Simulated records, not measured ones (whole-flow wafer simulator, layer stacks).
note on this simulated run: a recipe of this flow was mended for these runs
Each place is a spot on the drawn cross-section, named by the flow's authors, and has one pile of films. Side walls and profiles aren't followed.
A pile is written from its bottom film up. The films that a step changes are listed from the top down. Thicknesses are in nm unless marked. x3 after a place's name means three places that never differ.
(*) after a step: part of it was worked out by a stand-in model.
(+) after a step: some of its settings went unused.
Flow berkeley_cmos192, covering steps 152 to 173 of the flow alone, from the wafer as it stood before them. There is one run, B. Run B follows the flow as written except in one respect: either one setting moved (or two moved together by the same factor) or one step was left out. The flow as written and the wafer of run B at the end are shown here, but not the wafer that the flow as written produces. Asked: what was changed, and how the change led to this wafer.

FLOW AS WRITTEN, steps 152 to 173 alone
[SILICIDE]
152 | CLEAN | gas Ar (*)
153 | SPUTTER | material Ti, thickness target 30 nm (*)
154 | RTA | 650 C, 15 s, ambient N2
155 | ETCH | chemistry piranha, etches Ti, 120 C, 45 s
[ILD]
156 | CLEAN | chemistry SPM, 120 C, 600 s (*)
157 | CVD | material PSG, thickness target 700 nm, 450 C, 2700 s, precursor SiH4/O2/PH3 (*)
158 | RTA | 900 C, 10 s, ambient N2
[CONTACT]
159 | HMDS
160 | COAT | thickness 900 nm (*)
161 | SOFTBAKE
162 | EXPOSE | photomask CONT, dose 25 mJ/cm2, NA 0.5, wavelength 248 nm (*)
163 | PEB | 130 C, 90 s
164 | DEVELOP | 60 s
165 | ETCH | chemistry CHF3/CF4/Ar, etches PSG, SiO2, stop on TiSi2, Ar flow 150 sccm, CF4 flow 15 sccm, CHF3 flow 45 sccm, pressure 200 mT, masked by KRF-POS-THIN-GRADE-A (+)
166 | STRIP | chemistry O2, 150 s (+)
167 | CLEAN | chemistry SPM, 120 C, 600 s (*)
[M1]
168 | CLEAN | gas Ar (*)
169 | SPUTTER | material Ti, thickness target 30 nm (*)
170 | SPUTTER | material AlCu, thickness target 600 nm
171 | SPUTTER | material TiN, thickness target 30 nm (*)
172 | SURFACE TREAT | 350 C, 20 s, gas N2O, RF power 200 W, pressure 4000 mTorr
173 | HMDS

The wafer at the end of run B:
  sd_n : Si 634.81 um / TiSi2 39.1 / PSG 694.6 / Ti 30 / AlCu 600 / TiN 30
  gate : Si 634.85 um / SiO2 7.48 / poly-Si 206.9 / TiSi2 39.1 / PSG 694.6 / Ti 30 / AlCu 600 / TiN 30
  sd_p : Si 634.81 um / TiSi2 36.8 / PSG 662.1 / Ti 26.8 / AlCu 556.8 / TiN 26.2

Cause: step 153, SPUTTER: thickness target 21 nm was run, though the flow has thickness target 30 nm.

The path from the change to this, step by step:
  153 | SPUTTER | material Ti, thickness target 30 nm (*)
      field, sd_n, spacer_n, gate, spacer_p, gate_p, contact, m1: +21 Ti (new film) (it would be, as written: +30 Ti (new film))
      sd_p: +19.7 Ti (new film) (it would be, as written: +28.2 Ti (new film))
  154 | RTA | 650 C, 15 s, ambient N2
      sd_n, contact, m1: -16.4 Ti, +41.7 TiSi2 C49 (new film), -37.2 Si (it would be, as written: -23.4 Ti, +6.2 TiSi first (new film), +50.3 TiSi2 C49 (new film), -49 Si)
      gate, gate_p: -16.4 Ti, +41.7 TiSi2 C49 (new film), -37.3 poly-Si (it would be, as written: -23.4 Ti, +6.2 TiSi first (new film), +50.3 TiSi2 C49 (new film), -49.2 poly-Si)
      (and at 1 other place as well)
  155 | ETCH | chemistry piranha, etches Ti, 120 C, 45 s
      sd_n, gate, gate_p, contact, m1: -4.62 Ti (all of it), -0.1 TiSi2 C49 (it would be, as written: -6.6 Ti (all of it), -0.1 TiSi first)
      sd_p: -4.34 Ti (all of it), -0.11 TiSi2 C49 (it would be, as written: -6.21 Ti (all of it), -0.1 TiSi first)
      (and at 3 other places as well)
  158 | RTA | 900 C, 10 s, ambient N2
      sd_n, contact, m1: under 1 film: +39.1 TiSi2 (new film), -41.6 TiSi2 C49 (all of it) (it would be, as written: under 1 film: +55.9 TiSi2 (new film), -6.09 TiSi first (all of it), -50.3 TiSi2 C49 (all of it), -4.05 Si)
      gate, gate_p: under 1 film: +39.1 TiSi2 (new film), -41.6 TiSi2 C49 (all of it) (it would be, as written: under 1 film: +55.9 TiSi2 (new film), -6.09 TiSi first (all of it), -50.3 TiSi2 C49 (all of it), -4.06 poly-Si)
      (and at 1 other place as well)
